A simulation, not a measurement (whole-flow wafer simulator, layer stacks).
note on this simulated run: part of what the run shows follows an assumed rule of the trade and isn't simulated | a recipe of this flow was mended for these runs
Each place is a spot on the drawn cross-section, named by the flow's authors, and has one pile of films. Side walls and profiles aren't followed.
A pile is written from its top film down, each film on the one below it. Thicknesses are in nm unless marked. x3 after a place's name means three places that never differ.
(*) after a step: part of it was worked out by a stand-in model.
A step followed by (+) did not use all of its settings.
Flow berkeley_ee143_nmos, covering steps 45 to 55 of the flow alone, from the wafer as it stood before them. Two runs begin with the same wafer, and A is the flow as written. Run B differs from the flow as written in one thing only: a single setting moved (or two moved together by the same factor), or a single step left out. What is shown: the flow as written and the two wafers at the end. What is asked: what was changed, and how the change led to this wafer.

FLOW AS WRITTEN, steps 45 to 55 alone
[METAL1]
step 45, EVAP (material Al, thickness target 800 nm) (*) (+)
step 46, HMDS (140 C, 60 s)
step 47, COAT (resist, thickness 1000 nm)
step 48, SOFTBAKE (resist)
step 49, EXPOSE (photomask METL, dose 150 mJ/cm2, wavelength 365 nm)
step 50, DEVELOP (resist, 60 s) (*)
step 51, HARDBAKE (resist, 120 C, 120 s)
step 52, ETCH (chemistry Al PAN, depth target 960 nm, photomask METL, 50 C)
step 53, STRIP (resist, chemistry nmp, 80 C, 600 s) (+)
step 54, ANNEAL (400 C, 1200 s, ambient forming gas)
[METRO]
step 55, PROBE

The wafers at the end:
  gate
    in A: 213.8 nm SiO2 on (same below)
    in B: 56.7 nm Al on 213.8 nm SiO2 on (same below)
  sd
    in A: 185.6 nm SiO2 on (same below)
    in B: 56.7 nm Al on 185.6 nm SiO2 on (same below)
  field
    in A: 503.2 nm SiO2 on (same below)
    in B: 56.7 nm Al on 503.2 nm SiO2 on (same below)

What caused this: step 52, ETCH: depth target 730 nm was run, while the flow as written has depth target 960 nm.

Step by step, how the change led to this:
  step 52, ETCH (chemistry Al PAN, depth target 960 nm, photomask METL, 50 C)
      gate, sd, field: A Al loses 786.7 (all of it) | B Al loses 730
If metal films that touch count as one body, gate has 1 body; the flow as written gives 0 bodies.
If metal films that touch count as one body, sd has 1 body; the flow as written gives 0 bodies.
If metal films that touch count as one body, field has 1 body; the flow as written gives 0 bodies.
